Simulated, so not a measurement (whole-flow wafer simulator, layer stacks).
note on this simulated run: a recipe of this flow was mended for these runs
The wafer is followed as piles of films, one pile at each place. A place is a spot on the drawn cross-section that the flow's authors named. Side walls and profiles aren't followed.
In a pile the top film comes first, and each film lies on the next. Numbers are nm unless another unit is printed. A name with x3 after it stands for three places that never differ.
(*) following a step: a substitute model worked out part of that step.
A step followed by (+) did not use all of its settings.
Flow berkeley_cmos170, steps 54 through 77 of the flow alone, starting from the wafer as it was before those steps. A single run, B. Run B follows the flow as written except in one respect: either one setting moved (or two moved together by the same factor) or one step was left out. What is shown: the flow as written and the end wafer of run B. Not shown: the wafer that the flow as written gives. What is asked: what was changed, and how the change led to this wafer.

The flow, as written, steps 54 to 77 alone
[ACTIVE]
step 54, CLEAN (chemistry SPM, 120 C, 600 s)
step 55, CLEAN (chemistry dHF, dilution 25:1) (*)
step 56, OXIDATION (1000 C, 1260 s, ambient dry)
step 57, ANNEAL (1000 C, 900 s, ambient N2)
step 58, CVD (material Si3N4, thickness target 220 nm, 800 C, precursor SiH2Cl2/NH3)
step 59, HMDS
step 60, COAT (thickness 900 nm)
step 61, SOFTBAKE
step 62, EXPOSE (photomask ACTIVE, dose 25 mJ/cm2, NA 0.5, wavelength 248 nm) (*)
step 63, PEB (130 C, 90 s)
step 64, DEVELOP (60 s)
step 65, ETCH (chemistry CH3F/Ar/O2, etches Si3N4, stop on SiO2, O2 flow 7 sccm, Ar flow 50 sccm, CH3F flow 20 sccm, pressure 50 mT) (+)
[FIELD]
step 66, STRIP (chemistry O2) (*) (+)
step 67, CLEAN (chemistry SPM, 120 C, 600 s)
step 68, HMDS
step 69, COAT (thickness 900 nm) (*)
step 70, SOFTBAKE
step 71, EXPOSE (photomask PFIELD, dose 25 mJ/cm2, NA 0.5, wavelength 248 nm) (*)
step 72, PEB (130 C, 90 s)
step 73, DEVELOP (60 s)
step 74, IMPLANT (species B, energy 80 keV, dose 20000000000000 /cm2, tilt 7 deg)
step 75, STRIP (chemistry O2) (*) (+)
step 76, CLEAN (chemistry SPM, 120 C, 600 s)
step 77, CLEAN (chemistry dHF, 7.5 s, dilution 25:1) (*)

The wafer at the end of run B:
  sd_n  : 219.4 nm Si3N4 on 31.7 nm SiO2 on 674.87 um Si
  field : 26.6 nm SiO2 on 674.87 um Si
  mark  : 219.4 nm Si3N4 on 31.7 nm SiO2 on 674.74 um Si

What caused this: step 56, OXIDATION: 1748 s was run, whereas the flow has 1260 s.

Step by step, how the change led to this:
  step 56, OXIDATION (1000 C, 1260 s, ambient dry)
      field, mark, sd_n and 10 more: +31.7 SiO2 (new film), -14 Si (as written it would have been: +26.6 SiO2 (new film), -11.7 Si)
